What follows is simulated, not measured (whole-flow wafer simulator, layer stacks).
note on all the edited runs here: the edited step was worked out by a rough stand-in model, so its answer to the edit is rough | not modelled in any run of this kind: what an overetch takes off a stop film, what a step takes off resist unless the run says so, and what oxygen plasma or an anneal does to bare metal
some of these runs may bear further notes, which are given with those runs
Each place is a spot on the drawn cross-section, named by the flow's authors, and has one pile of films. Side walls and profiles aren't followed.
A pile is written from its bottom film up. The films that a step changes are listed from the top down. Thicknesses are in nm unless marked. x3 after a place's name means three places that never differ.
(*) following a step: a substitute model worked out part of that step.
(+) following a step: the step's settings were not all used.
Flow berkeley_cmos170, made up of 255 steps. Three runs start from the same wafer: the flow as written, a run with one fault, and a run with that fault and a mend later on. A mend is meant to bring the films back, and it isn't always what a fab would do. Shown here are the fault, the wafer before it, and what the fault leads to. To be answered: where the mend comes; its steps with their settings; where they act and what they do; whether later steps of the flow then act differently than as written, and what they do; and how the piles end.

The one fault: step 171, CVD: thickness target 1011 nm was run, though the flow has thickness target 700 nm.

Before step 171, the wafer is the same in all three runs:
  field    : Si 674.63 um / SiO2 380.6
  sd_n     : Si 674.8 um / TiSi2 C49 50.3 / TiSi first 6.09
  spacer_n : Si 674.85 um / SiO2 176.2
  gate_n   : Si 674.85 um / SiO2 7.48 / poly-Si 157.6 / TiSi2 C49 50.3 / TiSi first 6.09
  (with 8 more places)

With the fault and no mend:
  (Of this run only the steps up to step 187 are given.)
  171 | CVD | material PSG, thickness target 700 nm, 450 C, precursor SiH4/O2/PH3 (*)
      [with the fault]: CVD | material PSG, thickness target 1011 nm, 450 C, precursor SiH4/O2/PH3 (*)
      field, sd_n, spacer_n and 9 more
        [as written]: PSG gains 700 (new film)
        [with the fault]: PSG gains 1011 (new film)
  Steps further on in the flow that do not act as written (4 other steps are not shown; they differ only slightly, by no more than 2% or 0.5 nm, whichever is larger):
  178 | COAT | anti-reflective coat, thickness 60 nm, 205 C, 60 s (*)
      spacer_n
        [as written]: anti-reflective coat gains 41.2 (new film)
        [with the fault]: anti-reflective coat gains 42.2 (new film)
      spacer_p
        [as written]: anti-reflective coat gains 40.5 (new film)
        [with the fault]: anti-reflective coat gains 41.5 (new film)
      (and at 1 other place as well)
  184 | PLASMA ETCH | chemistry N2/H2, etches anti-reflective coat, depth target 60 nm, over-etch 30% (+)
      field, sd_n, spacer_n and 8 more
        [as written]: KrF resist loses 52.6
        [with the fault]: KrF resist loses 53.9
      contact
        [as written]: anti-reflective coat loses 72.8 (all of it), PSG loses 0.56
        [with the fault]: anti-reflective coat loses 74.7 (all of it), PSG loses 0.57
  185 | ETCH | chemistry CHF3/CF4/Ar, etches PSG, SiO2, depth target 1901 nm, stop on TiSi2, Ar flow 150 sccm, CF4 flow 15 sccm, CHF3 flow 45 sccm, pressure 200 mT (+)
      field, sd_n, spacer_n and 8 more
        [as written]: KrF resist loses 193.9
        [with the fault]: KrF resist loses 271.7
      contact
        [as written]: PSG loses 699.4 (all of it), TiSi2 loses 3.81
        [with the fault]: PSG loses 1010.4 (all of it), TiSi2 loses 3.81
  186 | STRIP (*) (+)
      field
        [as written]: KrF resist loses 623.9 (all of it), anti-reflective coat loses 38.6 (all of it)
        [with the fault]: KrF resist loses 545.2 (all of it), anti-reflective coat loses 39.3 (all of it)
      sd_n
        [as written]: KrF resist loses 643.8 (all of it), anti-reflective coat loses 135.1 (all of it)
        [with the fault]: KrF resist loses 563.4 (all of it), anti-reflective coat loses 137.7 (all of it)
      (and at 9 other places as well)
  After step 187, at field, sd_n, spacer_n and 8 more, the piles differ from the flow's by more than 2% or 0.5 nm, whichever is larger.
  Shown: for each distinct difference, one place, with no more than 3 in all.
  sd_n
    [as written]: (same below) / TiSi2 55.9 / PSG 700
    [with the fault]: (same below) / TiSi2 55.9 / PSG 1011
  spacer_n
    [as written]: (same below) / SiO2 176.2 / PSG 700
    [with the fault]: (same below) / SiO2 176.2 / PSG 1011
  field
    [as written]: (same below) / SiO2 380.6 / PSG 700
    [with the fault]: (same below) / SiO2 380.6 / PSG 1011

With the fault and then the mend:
  The mend stands after step 171.
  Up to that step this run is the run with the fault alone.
  171a | ETCH | chemistry boe, depth target 311 nm
      field, sd_n, spacer_n and 9 more
        PSG loses 311
  Later steps of the flow that are run all act as written at every place that is followed, up to a difference of at most 2% or 0.5 nm, whichever is larger.
  At the end the piles are close to the flow's at the places that both follow, differing by at most 2% or 0.5 nm, whichever is larger.
